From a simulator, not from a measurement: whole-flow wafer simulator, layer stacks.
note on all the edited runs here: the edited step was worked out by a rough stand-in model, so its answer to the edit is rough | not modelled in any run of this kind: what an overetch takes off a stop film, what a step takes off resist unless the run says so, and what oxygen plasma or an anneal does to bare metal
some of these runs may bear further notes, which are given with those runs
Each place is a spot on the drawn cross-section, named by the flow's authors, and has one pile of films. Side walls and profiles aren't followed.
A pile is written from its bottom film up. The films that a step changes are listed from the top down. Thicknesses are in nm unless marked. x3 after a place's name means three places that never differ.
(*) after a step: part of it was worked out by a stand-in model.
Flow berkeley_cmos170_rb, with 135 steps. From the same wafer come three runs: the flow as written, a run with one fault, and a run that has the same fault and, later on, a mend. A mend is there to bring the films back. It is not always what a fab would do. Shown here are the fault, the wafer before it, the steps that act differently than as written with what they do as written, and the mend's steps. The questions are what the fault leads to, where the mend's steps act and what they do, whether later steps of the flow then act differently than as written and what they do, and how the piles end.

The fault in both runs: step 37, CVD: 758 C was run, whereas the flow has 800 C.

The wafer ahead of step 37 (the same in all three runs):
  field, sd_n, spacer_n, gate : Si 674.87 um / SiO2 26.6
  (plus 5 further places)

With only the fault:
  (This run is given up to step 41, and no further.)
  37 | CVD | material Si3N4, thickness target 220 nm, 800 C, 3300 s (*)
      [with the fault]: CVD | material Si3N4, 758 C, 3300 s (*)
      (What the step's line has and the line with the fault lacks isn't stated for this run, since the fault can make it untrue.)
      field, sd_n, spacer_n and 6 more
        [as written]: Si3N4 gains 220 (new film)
        [with the fault]: Si3N4 gains 114.3 (new film)
  Later steps of the flow up to step 41 that are run all act as written at every place that is followed.
  Once step 41 is done, the piles at field, sd_n, spacer_n and 6 more depart from the flow's by more than 2% or 0.5 nm, whichever is larger.
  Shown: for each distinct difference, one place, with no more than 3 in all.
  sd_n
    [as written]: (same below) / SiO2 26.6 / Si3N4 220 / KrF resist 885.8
    [with the fault]: (same below) / SiO2 26.6 / Si3N4 114.3 / KrF resist 885.8
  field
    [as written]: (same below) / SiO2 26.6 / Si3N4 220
    [with the fault]: (same below) / SiO2 26.6 / Si3N4 114.3

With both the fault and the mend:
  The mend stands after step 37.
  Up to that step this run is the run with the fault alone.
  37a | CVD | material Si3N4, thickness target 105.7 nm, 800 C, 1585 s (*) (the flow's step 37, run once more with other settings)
      field, sd_n, spacer_n and 6 more
        Si3N4 gains 105.7
  Later steps of the flow that are run all act as written at every place that is followed, up to a difference of at most 2% or 0.5 nm, whichever is larger.
  By the end, the piles equal the flow's at every place that both follow.
